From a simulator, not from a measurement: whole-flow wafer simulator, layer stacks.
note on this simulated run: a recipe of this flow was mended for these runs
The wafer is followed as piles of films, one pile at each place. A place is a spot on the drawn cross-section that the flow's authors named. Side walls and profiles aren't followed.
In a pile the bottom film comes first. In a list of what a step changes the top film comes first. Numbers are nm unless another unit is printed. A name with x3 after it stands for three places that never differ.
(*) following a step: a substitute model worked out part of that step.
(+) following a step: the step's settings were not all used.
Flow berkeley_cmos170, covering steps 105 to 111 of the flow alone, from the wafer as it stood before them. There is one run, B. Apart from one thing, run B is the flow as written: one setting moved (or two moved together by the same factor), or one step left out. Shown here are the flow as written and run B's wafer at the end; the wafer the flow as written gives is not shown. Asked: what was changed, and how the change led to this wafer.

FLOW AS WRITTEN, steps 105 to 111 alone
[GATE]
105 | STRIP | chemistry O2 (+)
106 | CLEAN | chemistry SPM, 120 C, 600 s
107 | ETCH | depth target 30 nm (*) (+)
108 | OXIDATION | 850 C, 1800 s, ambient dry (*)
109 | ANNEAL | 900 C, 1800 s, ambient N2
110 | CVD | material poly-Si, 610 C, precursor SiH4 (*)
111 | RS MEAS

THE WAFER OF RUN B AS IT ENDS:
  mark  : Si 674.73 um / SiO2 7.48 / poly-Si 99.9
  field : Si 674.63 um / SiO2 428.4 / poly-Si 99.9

What caused this: step 110, CVD: 575 C was run, though the flow has 610 C.

The path from the change to this, step by step:
  110 | CVD | material poly-Si, 610 C, precursor SiH4 (*)
      field, mark, sd_n and 10 more: +99.9 poly-Si (new film) (it would be, as written: +213.7 poly-Si (new film))
